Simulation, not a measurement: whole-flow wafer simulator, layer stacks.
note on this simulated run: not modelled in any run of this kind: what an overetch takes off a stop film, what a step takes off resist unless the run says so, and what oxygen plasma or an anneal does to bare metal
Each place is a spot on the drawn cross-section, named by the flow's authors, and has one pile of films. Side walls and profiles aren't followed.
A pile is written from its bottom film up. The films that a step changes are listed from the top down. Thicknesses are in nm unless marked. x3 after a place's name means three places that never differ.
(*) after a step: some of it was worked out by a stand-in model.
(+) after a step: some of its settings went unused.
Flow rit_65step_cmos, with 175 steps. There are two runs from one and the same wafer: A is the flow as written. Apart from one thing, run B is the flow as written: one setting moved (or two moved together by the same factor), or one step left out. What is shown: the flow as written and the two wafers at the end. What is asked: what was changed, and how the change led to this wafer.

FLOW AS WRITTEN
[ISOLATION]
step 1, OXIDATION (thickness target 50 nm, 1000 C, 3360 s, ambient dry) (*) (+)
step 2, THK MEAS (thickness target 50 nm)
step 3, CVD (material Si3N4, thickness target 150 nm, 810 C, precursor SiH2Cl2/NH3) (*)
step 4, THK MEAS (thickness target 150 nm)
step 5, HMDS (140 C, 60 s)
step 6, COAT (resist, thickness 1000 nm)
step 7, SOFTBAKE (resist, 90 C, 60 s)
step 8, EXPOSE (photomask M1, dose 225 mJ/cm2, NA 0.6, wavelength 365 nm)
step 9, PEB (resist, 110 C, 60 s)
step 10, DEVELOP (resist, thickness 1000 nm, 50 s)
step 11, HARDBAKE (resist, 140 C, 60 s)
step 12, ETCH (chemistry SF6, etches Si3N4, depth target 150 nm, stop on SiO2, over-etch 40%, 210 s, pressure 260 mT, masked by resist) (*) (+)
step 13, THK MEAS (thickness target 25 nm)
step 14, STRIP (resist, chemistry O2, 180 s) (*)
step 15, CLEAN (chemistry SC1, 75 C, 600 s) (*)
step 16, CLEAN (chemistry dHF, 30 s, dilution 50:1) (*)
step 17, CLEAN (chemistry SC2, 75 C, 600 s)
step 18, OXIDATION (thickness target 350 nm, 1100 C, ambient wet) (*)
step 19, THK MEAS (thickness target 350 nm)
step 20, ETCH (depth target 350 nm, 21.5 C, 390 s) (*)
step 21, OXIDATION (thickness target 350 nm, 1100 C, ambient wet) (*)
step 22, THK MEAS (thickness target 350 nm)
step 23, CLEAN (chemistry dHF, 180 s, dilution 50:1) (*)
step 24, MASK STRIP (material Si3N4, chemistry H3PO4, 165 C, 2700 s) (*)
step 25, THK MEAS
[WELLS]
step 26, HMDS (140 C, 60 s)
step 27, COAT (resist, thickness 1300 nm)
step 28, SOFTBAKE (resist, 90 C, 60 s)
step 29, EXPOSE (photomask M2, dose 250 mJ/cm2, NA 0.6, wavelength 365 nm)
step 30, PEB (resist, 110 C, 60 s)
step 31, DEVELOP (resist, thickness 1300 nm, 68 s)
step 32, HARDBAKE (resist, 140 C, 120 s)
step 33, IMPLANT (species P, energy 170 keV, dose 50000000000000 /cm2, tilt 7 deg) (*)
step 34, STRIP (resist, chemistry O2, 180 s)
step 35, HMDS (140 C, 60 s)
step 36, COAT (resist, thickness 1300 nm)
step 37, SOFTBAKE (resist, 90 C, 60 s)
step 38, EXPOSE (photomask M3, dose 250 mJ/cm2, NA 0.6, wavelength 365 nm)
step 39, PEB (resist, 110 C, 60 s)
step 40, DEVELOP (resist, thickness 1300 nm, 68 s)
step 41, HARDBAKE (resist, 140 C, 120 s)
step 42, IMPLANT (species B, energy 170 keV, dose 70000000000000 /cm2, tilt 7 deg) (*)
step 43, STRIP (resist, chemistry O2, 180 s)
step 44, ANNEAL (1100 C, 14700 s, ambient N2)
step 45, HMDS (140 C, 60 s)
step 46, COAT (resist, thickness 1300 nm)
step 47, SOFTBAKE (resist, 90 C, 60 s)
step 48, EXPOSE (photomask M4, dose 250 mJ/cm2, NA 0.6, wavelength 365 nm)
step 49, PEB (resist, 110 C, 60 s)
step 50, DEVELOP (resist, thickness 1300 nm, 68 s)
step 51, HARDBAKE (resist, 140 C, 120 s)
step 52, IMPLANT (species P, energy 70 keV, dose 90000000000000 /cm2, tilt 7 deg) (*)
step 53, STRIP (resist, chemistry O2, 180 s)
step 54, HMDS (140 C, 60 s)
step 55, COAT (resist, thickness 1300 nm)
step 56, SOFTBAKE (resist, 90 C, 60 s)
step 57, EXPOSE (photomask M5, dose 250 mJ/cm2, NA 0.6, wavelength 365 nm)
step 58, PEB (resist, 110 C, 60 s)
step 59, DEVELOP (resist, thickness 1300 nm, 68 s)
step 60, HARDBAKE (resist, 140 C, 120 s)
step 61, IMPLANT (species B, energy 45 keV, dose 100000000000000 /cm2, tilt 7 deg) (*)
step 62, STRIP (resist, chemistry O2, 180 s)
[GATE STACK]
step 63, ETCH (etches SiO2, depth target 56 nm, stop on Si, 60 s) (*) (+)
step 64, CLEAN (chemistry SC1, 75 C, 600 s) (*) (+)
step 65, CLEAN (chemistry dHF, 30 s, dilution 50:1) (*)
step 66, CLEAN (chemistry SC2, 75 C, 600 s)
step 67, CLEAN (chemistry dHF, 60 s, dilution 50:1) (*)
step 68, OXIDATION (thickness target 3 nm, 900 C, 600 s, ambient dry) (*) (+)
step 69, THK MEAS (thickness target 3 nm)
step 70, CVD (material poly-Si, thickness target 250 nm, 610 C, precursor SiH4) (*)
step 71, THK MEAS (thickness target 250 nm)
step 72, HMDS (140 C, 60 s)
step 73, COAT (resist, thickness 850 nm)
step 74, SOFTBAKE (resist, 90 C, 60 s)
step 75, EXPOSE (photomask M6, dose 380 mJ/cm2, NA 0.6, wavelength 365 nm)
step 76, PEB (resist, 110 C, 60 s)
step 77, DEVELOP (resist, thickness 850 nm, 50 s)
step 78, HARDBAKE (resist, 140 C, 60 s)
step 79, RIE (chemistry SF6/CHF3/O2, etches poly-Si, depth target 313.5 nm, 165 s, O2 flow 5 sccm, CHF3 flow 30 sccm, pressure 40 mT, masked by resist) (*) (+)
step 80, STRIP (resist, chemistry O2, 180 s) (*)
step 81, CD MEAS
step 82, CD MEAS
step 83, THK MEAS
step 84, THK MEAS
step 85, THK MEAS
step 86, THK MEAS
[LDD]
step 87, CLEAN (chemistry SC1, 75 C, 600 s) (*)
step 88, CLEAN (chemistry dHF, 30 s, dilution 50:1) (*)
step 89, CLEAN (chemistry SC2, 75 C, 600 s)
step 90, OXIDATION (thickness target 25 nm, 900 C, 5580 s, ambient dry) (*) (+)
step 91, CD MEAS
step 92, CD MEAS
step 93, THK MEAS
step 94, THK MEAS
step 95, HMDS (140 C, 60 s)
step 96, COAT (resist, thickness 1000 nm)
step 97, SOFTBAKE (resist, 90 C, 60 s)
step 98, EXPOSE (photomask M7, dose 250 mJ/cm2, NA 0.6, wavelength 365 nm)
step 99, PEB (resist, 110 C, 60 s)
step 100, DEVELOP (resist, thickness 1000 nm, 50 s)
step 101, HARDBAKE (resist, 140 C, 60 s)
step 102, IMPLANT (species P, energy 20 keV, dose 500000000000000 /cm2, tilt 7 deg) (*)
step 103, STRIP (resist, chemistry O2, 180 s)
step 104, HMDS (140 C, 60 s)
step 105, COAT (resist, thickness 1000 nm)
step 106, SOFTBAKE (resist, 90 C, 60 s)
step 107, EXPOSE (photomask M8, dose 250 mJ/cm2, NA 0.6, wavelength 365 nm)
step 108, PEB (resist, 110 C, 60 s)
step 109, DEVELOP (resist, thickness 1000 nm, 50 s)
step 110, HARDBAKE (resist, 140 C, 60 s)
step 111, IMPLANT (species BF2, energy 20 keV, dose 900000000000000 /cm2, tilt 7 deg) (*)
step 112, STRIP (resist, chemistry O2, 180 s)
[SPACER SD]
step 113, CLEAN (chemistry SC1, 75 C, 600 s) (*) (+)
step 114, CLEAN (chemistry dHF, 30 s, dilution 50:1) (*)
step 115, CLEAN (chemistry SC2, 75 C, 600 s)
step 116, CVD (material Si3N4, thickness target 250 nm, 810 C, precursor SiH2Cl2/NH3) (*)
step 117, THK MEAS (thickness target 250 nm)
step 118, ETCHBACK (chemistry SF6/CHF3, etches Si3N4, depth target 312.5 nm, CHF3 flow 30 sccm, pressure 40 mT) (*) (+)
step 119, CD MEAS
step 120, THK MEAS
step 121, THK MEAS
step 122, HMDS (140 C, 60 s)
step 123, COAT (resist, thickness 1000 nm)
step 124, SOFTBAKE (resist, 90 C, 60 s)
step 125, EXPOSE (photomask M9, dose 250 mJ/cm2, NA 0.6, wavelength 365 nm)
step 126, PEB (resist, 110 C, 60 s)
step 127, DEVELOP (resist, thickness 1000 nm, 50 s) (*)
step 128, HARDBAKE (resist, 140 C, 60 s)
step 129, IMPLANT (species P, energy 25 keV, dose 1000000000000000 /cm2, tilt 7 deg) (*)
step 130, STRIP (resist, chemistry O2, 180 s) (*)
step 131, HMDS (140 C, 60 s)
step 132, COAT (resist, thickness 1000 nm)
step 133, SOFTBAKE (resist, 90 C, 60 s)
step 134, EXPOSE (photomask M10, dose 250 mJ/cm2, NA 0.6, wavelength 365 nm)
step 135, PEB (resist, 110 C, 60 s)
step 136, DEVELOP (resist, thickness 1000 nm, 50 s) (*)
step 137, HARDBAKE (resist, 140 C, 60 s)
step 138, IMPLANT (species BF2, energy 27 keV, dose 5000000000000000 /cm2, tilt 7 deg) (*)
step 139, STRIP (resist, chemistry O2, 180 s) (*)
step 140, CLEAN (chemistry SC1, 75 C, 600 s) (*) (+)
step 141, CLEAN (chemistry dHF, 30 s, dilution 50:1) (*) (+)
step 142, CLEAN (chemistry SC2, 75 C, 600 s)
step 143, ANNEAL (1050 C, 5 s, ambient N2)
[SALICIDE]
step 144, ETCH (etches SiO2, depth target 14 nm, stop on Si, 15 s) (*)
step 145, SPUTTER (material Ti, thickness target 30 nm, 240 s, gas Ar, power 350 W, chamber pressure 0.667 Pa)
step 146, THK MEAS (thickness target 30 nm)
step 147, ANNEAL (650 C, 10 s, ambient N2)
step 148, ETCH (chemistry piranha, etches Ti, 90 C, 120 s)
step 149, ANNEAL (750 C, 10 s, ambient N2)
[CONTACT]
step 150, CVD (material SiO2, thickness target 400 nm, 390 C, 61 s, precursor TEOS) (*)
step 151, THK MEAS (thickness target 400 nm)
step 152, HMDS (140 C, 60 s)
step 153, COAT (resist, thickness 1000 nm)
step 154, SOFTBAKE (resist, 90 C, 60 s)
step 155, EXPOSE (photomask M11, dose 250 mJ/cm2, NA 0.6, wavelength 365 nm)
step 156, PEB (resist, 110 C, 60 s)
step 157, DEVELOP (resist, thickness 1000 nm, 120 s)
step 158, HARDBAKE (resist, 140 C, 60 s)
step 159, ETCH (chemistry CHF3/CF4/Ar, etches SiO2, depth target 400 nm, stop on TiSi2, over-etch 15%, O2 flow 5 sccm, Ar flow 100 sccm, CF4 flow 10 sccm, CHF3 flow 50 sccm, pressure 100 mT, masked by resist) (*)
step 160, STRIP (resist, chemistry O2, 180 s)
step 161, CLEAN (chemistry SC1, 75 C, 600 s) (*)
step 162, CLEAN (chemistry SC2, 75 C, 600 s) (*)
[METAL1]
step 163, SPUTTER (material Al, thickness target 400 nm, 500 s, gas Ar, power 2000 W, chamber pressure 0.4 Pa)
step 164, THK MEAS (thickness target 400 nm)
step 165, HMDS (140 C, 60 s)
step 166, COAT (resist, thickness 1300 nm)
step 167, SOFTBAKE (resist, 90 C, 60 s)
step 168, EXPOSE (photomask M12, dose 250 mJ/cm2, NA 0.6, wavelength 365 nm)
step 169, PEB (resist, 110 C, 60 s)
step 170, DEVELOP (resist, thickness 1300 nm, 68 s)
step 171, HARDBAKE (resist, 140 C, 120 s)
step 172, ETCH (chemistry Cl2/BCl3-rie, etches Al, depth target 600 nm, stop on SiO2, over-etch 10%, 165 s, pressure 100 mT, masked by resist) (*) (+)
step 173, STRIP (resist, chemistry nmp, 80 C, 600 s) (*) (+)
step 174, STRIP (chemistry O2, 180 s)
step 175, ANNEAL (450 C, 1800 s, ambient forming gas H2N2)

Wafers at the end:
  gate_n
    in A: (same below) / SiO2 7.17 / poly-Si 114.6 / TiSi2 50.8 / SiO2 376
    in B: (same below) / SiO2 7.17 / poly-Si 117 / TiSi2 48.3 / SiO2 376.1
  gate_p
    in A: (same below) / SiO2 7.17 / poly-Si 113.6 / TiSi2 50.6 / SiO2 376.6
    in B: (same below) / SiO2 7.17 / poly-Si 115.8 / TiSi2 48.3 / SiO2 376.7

Cause: step 147, ANNEAL: 5 s was run, whereas the flow has 10 s.

Step by step, how the change led to this:
  step 147, ANNEAL (650 C, 10 s, ambient N2)
      gate_n: A -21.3 Ti, +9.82 TiSi first (new film), +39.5 TiSi2 C49 (new film), -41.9 poly-Si | B -20.2 Ti, +21.4 TiSi first (new film), +19.5 TiSi2 C49 (new film), -31.8 poly-Si
      gate_p: A -21.2 Ti, +9.56 TiSi first (new film), +39.6 TiSi2 C49 (new film), -41.9 poly-Si | B -20.2 Ti, +21.4 TiSi first (new film), +19.5 TiSi2 C49 (new film), -31.8 poly-Si
  step 148, ETCH (chemistry piranha, etches Ti, 90 C, 120 s)
      gate_n: A -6 Ti (all of it), -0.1 TiSi first | B -7.06 Ti (all of it), -0.1 TiSi first
      gate_p: A -5.97 Ti (all of it), -0.1 TiSi first | B -6.94 Ti (all of it), -0.1 TiSi first
  step 149, ANNEAL (750 C, 10 s, ambient N2)
      gate_n: A +50.8 TiSi2 (new film), -9.72 TiSi first (all of it), -39.5 TiSi2 C49 (all of it), -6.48 poly-Si | B +48.3 TiSi2 (new film), -21.3 TiSi first (all of it), -19.5 TiSi2 C49 (all of it), -14.2 poly-Si
      gate_p: A +50.6 TiSi2 (new film), -9.46 TiSi first (all of it), -39.6 TiSi2 C49 (all of it), -6.31 poly-Si | B +48.3 TiSi2 (new film), -21.3 TiSi first (all of it), -19.5 TiSi2 C49 (all of it), -14.2 poly-Si
